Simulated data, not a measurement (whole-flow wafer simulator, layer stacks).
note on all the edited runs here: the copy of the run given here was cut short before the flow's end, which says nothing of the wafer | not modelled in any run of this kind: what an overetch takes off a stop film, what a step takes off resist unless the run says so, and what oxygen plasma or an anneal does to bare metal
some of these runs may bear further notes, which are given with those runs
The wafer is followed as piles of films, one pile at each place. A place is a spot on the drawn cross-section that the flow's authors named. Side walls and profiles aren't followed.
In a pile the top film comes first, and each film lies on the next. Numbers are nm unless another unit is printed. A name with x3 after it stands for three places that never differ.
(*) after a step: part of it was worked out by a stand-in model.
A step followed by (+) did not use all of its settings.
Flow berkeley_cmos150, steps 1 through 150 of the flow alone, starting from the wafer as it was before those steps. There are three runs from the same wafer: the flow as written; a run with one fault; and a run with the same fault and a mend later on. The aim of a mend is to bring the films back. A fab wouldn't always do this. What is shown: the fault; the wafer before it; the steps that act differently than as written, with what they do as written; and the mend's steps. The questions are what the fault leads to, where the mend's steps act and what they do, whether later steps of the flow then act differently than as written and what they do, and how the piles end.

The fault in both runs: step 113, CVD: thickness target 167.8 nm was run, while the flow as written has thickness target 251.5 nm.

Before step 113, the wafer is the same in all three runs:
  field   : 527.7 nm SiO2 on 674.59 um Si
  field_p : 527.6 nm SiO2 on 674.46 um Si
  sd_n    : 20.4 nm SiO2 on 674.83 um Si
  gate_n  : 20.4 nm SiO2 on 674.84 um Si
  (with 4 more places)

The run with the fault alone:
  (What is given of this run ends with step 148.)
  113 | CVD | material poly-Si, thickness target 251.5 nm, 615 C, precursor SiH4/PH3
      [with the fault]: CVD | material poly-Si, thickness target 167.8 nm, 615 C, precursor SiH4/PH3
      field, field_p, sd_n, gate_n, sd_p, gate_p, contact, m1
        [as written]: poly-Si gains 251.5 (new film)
        [with the fault]: poly-Si gains 167.8 (new film)
  Steps later in the flow that act otherwise than as written (8 other steps are not shown; they differ only slightly, by no more than 2% or 0.5 nm, whichever is larger):
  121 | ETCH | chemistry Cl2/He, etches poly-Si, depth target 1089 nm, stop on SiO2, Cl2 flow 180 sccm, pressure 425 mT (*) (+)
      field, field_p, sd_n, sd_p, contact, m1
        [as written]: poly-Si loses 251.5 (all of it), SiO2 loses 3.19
        [with the fault]: poly-Si loses 167.8 (all of it), SiO2 loses 3.19
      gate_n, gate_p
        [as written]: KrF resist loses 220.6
        [with the fault]: KrF resist loses 160.8
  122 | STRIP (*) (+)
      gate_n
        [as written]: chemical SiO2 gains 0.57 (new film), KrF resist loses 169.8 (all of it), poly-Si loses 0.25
        [with the fault]: chemical SiO2 gains 0.61 (new film), KrF resist loses 227.5 (all of it), poly-Si loses 0.27
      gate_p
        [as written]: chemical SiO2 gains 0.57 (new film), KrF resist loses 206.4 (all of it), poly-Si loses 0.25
        [with the fault]: chemical SiO2 gains 0.61 (new film), KrF resist loses 263.7 (all of it), poly-Si loses 0.27
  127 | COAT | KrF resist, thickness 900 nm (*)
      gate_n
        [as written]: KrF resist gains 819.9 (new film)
        [with the fault]: KrF resist gains 877.2 (new film)
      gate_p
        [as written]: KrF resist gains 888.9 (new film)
        [with the fault]: KrF resist gains 947.2 (new film)
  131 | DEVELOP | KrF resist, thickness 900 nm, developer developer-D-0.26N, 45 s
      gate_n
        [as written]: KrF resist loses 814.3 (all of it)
        [with the fault]: KrF resist loses 871.2 (all of it)
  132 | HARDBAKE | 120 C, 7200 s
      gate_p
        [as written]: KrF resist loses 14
        [with the fault]: KrF resist loses 14.9
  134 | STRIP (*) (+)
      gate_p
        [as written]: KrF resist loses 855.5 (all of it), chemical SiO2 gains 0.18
        [with the fault]: KrF resist loses 912.4 (all of it), chemical SiO2 gains 0.18
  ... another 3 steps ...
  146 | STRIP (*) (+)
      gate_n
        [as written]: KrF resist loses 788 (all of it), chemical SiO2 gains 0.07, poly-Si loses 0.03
        [with the fault]: KrF resist loses 843.9 (all of it), chemical SiO2 gains 0.07, poly-Si loses 0.03
  Once step 148 is done, the piles at gate_n, gate_p depart from the flow's by more than 2% or 0.5 nm, whichever is larger.
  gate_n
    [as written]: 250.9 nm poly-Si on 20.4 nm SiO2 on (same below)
    [with the fault]: 167.2 nm poly-Si on 20.4 nm SiO2 on (same below)
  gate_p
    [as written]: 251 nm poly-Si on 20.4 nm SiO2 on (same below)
    [with the fault]: 167.3 nm poly-Si on 20.4 nm SiO2 on (same below)

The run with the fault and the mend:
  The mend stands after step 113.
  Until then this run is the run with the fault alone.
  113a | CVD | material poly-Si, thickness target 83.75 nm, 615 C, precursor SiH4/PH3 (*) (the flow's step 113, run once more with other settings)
      field, field_p, sd_n, gate_n, sd_p, gate_p, contact, m1
        poly-Si gains 83.8
  Later steps of the flow that are run all act as written at every place that is followed, up to a difference of at most 2% or 0.5 nm, whichever is larger.
  The piles end only slightly different from the flow's at the places that both follow, by no more than 2% or 0.5 nm, whichever is larger.
